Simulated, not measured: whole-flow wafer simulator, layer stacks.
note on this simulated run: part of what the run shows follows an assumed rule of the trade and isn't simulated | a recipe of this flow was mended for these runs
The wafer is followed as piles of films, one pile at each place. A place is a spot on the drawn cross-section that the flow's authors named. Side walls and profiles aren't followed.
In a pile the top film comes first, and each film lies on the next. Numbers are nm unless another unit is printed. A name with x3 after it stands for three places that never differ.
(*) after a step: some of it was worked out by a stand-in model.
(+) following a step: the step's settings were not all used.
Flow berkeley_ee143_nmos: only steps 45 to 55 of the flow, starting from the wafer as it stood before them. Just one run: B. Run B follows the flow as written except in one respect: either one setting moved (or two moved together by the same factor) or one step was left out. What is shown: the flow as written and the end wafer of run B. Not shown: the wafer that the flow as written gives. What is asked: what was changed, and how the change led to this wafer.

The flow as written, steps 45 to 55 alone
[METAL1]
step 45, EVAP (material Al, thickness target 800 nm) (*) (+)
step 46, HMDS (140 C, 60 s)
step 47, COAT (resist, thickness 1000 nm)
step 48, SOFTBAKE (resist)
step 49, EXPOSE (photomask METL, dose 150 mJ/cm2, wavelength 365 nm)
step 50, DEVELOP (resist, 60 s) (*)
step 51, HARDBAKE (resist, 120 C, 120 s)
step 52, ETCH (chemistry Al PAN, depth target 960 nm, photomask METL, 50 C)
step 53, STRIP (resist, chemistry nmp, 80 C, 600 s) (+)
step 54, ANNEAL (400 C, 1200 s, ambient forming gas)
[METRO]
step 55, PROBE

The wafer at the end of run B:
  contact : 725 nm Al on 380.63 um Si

The reason: step 45, EVAP: thickness target 725 nm was run, though the flow has thickness target 800 nm.
The wafer lets one read it off: contact has Al 725, and step 45 as written asks for 800 nm.

Step by step, how the change led to this:
  step 45, EVAP (material Al, thickness target 800 nm) (*) (+)
      gate, sd, contact, field: Al gains 725 (new film) (in the flow as written it would be: Al gains 800 (new film))
  step 52, ETCH (chemistry Al PAN, depth target 960 nm, photomask METL, 50 C)
      gate, sd, field: Al loses 711.7 (all of it) (in the flow as written it would be: Al loses 786.7 (all of it))
